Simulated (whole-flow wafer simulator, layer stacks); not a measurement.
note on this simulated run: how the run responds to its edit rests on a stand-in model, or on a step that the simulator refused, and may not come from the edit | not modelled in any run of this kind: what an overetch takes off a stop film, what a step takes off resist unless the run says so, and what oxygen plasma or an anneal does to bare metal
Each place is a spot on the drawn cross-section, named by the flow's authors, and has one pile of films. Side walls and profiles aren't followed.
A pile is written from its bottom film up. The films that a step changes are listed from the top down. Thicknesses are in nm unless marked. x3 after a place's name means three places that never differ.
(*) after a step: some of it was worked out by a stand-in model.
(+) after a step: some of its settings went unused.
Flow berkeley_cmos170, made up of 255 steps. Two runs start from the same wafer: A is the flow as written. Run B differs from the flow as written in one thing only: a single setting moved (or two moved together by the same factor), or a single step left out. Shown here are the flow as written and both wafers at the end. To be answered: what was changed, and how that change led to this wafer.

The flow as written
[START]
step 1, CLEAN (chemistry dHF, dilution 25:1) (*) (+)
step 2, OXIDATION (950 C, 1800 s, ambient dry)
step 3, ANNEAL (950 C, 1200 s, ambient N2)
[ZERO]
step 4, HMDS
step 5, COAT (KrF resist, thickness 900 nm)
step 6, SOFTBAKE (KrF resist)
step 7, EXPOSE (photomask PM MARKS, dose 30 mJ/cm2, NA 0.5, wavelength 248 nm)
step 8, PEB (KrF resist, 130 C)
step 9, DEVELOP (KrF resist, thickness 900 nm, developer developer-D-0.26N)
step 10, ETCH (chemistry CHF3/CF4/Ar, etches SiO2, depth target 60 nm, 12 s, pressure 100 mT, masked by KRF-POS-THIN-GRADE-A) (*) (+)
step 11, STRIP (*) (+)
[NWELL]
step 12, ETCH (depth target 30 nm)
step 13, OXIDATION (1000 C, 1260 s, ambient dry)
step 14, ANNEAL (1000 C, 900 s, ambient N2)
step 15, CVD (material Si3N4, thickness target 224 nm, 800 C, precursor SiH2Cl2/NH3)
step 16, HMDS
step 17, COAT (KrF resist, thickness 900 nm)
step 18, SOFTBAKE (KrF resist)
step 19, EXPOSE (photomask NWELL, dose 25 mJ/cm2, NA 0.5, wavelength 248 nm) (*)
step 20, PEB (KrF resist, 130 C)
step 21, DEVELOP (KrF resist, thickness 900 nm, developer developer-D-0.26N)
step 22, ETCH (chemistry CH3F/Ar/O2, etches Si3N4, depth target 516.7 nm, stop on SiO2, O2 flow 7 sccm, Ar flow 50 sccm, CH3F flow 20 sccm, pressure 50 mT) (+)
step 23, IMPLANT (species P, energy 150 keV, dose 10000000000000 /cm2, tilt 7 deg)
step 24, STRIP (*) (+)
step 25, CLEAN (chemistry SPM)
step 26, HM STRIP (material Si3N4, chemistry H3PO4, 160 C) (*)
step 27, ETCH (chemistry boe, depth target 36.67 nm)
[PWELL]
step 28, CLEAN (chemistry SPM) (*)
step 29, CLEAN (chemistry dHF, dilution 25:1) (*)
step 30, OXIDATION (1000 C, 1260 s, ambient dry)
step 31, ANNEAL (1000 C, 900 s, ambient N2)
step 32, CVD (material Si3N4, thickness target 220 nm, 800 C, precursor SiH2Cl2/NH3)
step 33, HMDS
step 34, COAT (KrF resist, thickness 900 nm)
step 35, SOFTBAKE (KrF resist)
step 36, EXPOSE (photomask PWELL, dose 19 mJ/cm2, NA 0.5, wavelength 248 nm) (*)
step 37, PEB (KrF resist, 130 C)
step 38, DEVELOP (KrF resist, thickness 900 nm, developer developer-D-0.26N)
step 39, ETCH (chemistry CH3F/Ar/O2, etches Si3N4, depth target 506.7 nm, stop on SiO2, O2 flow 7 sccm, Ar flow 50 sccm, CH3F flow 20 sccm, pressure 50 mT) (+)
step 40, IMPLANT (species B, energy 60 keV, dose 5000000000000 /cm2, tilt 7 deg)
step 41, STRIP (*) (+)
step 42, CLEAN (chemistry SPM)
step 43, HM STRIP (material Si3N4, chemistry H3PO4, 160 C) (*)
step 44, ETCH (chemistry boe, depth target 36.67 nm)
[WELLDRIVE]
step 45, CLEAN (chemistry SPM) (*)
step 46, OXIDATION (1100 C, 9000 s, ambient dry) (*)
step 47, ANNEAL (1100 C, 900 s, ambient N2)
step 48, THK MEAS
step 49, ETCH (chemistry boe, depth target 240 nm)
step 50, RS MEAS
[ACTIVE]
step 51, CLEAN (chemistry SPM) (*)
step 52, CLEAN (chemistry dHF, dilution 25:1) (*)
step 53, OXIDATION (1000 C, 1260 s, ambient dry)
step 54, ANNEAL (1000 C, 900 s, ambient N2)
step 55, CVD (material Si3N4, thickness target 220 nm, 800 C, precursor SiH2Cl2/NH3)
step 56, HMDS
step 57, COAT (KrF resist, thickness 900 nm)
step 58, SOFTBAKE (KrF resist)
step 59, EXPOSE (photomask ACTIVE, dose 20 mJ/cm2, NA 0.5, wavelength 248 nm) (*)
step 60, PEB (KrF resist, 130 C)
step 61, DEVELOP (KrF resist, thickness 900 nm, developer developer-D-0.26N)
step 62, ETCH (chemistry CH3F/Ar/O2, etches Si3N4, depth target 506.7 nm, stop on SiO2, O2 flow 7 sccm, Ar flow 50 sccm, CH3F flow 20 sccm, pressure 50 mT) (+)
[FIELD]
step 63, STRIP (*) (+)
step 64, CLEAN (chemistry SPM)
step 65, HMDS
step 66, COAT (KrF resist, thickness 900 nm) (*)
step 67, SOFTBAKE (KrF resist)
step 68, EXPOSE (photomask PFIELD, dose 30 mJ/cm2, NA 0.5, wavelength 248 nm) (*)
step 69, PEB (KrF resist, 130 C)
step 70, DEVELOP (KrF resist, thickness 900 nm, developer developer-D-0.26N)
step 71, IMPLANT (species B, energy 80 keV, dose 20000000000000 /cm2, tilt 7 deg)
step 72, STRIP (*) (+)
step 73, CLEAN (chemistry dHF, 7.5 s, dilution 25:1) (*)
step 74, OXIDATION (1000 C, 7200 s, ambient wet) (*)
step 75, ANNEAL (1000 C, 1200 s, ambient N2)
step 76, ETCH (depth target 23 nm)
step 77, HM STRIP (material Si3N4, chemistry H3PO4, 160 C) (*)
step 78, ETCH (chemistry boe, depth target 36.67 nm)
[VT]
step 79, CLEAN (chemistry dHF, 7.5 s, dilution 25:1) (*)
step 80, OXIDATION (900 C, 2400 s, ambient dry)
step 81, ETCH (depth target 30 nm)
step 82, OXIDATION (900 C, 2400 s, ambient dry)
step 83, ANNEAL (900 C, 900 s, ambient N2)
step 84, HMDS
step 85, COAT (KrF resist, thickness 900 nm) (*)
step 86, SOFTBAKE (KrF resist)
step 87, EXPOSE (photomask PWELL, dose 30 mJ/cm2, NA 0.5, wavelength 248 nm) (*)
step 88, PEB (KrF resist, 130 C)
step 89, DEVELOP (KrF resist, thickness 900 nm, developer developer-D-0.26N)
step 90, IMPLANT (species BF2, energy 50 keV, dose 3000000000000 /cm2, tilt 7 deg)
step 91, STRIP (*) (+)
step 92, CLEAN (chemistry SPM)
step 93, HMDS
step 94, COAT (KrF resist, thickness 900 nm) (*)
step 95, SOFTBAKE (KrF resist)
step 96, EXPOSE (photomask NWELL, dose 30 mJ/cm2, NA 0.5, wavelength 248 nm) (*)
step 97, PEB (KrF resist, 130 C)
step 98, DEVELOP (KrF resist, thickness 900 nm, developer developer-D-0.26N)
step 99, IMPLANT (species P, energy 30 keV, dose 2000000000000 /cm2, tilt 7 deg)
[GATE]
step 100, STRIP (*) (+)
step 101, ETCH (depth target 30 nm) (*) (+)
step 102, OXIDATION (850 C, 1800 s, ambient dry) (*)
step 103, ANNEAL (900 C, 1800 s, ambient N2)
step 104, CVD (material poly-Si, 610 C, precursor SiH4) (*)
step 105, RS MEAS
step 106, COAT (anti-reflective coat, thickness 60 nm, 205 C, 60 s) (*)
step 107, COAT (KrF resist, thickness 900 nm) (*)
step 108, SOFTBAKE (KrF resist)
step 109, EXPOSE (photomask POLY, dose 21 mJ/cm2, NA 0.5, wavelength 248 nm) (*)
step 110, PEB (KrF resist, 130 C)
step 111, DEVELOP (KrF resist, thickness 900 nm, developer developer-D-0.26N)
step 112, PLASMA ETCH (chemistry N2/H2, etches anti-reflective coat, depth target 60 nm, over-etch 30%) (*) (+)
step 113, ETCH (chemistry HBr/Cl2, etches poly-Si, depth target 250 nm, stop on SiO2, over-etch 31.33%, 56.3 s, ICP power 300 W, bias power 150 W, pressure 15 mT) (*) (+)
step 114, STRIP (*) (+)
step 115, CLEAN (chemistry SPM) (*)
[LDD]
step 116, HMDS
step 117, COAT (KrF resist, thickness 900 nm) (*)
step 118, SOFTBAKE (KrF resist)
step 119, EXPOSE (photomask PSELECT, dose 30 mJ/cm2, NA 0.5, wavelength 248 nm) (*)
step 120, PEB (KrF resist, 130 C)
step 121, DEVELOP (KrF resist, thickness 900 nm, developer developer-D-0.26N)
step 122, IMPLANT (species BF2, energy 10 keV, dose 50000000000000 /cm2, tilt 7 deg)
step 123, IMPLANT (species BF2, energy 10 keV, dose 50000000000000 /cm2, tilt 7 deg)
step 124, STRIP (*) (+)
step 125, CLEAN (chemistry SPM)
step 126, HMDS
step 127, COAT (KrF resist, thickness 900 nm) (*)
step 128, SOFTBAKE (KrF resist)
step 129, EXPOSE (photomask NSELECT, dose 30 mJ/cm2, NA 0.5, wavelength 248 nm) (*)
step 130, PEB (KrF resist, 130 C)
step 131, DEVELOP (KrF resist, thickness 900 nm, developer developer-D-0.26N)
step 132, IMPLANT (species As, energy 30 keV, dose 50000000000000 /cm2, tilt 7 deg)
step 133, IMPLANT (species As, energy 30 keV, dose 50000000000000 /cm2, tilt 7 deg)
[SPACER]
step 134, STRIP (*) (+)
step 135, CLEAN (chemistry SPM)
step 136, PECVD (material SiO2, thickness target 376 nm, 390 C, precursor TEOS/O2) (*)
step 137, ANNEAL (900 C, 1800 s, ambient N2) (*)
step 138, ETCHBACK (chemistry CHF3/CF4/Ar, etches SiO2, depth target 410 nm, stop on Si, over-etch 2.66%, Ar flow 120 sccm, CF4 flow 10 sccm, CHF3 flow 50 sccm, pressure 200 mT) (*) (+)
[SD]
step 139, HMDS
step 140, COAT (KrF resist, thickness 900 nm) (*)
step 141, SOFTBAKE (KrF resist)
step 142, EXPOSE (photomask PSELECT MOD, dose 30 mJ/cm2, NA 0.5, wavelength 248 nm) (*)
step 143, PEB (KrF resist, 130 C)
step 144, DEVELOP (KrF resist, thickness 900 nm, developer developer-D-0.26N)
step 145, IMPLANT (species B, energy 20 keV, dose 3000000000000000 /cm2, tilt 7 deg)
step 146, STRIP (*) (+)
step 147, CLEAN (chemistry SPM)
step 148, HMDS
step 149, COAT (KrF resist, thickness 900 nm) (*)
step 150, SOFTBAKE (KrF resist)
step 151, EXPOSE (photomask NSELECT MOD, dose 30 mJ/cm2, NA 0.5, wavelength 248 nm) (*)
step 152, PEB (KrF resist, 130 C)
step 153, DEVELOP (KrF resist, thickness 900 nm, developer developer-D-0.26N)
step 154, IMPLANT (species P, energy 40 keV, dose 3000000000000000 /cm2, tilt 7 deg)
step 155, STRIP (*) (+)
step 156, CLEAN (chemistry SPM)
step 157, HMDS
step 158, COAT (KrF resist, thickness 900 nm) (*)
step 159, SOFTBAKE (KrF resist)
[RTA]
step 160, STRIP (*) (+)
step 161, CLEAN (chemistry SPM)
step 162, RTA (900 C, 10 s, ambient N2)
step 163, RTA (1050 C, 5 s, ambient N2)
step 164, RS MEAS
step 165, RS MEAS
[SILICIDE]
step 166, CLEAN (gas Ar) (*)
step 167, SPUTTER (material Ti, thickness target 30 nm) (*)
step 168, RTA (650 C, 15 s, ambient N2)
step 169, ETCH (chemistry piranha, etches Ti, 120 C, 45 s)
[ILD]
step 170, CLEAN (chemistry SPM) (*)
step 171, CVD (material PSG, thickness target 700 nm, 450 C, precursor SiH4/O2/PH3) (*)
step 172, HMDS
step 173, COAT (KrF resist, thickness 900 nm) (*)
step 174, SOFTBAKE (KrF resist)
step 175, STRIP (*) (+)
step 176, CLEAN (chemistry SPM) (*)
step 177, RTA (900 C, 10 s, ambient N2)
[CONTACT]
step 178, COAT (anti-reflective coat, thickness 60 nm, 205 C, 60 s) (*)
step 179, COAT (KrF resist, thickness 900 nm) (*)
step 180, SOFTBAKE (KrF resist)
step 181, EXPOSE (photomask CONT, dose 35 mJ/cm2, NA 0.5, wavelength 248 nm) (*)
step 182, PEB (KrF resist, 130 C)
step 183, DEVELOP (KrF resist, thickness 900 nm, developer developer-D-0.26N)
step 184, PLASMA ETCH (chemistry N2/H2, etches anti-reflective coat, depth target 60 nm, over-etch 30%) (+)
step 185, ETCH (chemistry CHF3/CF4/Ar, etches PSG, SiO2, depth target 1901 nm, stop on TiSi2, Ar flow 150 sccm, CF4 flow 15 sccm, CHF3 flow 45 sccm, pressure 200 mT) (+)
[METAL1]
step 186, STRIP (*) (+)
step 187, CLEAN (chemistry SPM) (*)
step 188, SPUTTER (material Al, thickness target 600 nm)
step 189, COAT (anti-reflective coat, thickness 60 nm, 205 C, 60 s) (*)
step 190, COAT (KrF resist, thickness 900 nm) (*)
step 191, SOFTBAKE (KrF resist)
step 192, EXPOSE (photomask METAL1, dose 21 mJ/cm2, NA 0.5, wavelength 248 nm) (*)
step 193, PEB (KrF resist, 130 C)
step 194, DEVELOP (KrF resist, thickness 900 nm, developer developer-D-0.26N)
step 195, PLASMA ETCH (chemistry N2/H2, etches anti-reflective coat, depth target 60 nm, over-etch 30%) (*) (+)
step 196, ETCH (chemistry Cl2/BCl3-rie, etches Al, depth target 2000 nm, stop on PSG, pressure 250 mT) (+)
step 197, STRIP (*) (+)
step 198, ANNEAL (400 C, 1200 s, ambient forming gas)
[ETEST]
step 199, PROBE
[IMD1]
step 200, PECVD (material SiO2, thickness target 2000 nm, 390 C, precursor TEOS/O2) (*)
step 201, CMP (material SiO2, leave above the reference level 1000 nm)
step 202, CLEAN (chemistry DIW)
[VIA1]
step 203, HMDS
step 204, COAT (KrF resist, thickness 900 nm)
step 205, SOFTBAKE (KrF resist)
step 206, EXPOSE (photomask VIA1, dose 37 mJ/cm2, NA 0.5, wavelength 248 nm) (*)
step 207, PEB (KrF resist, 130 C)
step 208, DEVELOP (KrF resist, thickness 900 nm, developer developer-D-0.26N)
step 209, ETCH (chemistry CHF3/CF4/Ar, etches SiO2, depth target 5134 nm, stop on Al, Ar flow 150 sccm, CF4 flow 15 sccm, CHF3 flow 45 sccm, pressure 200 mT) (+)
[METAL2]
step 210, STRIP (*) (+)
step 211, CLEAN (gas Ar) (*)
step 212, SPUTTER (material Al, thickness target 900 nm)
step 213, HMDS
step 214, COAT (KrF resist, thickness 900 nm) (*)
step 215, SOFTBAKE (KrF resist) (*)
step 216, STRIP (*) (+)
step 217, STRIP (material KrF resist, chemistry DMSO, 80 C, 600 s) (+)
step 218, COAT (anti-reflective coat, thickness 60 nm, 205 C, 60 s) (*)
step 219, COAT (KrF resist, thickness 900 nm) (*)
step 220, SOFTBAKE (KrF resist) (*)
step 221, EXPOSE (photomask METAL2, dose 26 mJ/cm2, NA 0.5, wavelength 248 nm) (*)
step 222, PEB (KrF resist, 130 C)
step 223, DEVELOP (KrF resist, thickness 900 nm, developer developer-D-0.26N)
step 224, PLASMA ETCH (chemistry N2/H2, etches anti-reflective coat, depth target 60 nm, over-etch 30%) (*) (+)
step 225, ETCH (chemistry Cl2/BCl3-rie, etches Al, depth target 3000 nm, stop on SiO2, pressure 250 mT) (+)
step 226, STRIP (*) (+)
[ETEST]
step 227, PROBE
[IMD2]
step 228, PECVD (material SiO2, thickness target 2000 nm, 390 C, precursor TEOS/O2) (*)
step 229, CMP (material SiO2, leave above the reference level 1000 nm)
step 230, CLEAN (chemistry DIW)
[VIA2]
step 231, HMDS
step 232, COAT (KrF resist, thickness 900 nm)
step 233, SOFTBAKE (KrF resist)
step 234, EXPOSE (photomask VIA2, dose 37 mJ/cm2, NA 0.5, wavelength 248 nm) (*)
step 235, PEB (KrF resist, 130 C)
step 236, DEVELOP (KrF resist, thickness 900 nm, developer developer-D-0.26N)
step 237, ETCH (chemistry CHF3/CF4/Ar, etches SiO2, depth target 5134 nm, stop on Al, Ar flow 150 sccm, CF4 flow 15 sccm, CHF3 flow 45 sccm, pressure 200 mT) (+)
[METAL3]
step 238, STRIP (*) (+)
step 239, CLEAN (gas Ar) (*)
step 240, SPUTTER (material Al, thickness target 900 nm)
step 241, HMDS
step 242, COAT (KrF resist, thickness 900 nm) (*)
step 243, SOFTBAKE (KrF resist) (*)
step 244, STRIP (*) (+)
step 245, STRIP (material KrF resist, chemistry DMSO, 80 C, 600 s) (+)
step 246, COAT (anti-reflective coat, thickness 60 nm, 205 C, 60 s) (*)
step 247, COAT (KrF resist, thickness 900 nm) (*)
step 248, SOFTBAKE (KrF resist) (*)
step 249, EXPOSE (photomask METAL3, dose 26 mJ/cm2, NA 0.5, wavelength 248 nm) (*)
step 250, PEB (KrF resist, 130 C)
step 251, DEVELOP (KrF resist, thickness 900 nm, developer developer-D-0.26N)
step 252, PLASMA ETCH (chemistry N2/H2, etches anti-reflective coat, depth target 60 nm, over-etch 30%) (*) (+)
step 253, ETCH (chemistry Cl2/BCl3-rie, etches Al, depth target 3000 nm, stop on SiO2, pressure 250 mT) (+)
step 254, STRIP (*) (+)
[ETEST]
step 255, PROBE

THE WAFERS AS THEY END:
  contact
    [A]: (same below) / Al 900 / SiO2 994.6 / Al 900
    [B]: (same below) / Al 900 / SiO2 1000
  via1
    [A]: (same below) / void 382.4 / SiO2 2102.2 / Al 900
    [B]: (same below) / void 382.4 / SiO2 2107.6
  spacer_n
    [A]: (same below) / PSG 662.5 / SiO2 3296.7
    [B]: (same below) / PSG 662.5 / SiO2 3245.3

What caused this: step 238, STRIP (*) (+), was not run.

The path from the change to this, step by step:
  step 239, CLEAN (gas Ar) (*)
      field, sd_n, spacer_n and 8 more: A SiO2 loses 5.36 | B KrF resist loses 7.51
  step 240, SPUTTER (material Al, thickness target 900 nm)
      via2: A Al gains 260 | B Al gains 166.8
  step 242, COAT (KrF resist, thickness 900 nm) (*)
      m1: A KrF resist gains 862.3 (new film) | B KrF resist gains 840.1 (new film)
      m2: A KrF resist gains 821.5 (new film) | B KrF resist gains 778 (new film)
      (as well as at 1 more place)
  step 244, STRIP (*) (+)
      m1: A KrF resist loses 862.3 (all of it) | B KrF resist loses 840.1 (all of it)
      m2: A KrF resist loses 821.5 (all of it) | B KrF resist loses 778 (all of it)
      (as well as at 1 more place)
  step 245, STRIP (material KrF resist, chemistry DMSO, 80 C, 600 s) (+)
      field, sd_n, spacer_n and 8 more: A nothing | B Al loses 900 (all of it), KrF resist loses 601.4 (all of it)
  step 246, COAT (anti-reflective coat, thickness 60 nm, 205 C, 60 s) (*)
      via2: A anti-reflective coat gains 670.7 (new film) | B anti-reflective coat gains 331.1 (new film)
  step 247, COAT (KrF resist, thickness 900 nm) (*)
      via2: A KrF resist gains 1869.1 (new film) | B KrF resist gains 1403.6 (new film)
  step 250, PEB (KrF resist, 130 C)
      via2: A KrF resist loses 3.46 | B KrF resist loses 2.44
  step 253, ETCH (chemistry Cl2/BCl3-rie, etches Al, depth target 3000 nm, stop on SiO2, pressure 250 mT) (+)
      field, sd_n, spacer_n, gate_n, sd_p, spacer_p, gate_p: A Al loses 900 (all of it), SiO2 loses 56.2 | B SiO2 loses 112.5
      contact, m1, via1, m2, via2: A KrF resist loses 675 | B KrF resist loses 450
  step 254, STRIP (*) (+)
      contact: A KrF resist loses 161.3 (all of it), anti-reflective coat loses 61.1 (all of it) | B KrF resist loses 385.9 (all of it), anti-reflective coat loses 61.3 (all of it)
      m1: A KrF resist loses 158.8 (all of it), anti-reflective coat loses 41 (all of it) | B KrF resist loses 381.2 (all of it), anti-reflective coat loses 40.3 (all of it)
      (as well as at 3 more places)
Taking metal films that touch as one body, contact has 2 bodies (between them, from the top down: SiO2 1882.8); the flow as written gives 3 bodies (between them, from the top down: SiO2 994.6; SiO2 1882.8).
Taking metal films that touch as one body, via1 has 1 body; the flow as written gives 2 bodies (between them, from the top down: SiO2 2102.2 / void 382.4 / SiO2 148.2).
